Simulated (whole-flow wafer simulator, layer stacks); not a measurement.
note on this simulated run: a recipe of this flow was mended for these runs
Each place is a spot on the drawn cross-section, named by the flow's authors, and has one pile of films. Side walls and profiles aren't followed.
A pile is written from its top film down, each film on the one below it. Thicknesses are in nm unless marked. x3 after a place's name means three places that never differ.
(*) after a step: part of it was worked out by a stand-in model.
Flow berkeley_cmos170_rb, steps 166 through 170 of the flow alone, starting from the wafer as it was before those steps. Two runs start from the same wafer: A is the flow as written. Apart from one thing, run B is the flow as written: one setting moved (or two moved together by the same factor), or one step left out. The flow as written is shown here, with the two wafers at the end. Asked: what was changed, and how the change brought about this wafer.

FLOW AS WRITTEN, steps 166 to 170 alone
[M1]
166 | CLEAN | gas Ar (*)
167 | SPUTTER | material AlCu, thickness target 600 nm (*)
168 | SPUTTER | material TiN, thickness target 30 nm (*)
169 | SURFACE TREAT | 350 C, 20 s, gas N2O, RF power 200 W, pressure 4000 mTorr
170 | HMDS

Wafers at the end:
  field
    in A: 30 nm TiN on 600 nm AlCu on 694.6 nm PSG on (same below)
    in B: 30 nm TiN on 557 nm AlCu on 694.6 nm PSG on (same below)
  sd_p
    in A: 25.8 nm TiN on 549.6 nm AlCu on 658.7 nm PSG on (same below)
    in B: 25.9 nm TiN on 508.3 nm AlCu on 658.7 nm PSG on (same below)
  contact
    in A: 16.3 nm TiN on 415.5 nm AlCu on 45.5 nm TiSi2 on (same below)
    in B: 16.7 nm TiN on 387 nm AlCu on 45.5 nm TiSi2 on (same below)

What caused this: step 167, SPUTTER: thickness target 557 nm was run, whereas the flow has thickness target 600 nm.
The wafer itself shows it: field has AlCu 557, and step 167 as written asks for 600 nm.

Step by step, how the change led to this:
  167 | SPUTTER | material AlCu, thickness target 600 nm (*)
      field, sd_n, spacer_n, gate, spacer_p, gate_p, m1: A +600 AlCu (new film) | B +557 AlCu (new film)
      sd_p: A +549.6 AlCu (new film) | B +508.3 AlCu (new film)
      (and at 1 other place as well)
